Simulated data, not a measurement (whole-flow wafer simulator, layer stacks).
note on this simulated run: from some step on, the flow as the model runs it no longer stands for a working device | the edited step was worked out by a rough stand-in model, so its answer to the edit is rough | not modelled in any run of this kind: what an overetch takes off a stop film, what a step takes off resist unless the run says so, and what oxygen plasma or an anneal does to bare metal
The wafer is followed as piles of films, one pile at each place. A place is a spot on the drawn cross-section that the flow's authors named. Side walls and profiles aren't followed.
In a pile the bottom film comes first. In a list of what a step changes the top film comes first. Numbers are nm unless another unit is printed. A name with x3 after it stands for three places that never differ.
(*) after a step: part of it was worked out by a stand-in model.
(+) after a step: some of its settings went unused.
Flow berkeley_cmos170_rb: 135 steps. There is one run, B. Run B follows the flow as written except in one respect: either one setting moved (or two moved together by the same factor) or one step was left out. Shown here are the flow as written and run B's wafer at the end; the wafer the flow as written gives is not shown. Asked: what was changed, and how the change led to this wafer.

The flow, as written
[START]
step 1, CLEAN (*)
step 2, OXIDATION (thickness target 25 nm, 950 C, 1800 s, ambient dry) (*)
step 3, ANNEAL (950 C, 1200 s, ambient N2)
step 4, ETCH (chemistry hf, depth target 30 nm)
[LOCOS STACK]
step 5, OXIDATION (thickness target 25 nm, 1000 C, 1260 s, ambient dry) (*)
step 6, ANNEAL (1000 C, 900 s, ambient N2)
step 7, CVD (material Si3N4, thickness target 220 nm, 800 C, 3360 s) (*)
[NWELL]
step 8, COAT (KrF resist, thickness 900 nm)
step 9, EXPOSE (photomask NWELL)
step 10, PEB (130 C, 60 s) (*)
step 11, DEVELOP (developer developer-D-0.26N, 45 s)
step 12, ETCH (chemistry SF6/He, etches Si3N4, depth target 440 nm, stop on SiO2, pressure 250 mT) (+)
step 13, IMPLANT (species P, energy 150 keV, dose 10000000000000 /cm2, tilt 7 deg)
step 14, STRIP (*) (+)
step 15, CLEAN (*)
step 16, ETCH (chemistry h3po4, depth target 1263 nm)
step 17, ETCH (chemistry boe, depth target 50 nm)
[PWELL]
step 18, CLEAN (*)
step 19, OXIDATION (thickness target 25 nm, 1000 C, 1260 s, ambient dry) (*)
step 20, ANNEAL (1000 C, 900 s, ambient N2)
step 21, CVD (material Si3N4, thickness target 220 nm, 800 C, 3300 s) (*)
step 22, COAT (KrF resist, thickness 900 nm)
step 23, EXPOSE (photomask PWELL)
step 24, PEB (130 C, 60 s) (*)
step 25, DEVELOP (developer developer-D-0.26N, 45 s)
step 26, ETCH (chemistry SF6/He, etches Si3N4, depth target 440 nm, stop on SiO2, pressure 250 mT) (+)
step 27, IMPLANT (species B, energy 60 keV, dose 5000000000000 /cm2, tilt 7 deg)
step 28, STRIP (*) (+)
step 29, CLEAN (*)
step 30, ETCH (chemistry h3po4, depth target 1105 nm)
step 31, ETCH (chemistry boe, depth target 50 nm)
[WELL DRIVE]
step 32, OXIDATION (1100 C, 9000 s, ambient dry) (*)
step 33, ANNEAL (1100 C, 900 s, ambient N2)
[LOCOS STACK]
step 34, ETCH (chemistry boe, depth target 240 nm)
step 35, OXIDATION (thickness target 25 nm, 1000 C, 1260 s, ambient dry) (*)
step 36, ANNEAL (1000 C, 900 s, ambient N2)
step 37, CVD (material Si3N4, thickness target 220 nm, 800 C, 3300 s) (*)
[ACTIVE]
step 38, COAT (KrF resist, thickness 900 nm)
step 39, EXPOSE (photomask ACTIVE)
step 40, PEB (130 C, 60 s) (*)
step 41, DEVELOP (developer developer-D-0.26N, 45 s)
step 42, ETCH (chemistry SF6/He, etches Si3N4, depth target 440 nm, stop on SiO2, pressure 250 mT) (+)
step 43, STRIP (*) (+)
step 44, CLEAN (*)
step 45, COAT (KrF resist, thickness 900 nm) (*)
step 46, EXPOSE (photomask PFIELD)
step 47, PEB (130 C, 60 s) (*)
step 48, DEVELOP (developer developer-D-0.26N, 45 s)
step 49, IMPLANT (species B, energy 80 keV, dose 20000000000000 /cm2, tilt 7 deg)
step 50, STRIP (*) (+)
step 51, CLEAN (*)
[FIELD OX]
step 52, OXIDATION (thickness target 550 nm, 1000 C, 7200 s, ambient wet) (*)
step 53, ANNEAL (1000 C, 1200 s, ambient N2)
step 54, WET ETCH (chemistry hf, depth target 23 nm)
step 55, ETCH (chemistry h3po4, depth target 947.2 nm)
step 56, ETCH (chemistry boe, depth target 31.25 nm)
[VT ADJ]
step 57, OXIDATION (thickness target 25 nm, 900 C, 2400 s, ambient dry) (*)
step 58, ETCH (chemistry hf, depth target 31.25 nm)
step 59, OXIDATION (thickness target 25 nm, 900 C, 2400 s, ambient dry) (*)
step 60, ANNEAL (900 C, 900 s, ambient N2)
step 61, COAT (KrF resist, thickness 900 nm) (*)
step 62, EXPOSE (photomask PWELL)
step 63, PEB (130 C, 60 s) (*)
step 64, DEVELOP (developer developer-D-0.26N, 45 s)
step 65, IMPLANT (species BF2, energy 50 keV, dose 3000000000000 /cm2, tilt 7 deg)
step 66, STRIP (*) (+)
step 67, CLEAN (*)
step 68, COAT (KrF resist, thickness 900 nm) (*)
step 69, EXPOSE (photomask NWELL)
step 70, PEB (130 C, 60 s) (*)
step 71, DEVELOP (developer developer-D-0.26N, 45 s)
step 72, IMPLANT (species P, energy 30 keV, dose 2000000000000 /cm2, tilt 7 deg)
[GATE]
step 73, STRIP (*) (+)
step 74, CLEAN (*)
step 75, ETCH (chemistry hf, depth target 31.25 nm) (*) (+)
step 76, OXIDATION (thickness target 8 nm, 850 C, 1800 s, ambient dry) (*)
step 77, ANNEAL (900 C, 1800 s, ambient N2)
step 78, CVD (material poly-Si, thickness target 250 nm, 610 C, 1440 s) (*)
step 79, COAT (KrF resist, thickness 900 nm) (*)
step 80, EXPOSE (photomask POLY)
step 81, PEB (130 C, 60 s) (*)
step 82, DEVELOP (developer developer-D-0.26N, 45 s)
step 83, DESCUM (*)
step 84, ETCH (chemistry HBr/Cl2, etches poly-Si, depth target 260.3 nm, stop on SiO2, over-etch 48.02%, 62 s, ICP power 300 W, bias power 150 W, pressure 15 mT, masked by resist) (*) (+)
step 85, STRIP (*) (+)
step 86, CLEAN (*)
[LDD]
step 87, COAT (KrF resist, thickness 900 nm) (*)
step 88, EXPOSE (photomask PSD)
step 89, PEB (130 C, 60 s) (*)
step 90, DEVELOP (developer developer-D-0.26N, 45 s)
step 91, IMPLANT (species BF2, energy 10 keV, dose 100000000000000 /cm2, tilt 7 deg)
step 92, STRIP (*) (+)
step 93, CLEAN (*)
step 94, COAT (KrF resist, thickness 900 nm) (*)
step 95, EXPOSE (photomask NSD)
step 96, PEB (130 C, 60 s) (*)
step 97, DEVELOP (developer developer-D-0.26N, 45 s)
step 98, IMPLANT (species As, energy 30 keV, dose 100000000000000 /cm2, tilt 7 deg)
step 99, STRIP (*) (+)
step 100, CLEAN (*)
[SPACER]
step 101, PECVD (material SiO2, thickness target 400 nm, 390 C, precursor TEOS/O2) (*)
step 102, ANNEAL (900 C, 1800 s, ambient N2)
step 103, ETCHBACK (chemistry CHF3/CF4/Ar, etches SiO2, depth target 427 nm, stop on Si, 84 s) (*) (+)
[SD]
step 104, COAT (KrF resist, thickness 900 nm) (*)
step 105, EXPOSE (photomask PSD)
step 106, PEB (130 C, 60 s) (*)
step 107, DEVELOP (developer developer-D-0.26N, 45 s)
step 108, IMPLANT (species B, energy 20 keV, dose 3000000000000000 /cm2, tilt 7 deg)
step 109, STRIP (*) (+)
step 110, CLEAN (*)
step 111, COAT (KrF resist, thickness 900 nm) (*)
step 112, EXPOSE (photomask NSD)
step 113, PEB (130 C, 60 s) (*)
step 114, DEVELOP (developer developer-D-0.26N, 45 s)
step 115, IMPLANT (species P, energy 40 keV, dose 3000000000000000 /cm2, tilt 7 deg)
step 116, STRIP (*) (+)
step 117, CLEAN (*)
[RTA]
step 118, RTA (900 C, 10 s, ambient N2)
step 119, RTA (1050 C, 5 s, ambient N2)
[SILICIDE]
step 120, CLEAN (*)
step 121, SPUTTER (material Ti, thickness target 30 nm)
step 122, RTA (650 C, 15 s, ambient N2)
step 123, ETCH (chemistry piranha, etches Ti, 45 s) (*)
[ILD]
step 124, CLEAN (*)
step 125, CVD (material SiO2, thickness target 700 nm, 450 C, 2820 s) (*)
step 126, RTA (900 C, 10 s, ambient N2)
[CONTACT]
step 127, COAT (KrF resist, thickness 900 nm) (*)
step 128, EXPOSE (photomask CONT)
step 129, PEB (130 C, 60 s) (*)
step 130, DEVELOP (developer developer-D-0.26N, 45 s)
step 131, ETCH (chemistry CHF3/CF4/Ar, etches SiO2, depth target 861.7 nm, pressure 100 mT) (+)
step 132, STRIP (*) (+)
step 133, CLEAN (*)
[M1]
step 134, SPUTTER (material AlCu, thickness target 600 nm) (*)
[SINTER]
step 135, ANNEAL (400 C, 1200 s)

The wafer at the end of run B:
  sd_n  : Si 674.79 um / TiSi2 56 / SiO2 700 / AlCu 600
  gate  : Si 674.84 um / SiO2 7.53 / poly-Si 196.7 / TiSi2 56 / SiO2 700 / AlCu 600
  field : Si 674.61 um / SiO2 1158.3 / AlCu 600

What caused this: step 32, OXIDATION: 10800 s was run, whereas the flow has 9000 s.

How this came from the change, step by step:
  step 32, OXIDATION (1100 C, 9000 s, ambient dry) (*)
      field, sd_n, spacer_n and 6 more: SiO2 gains 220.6 (new film), Si loses 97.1 (in the flow as written it would be: SiO2 gains 197.6 (new film), Si loses 86.9)
  step 34, ETCH (chemistry boe, depth target 240 nm)
      field, sd_n, spacer_n and 6 more: SiO2 loses 220.6 (all of it) (in the flow as written it would be: SiO2 loses 197.6 (all of it))
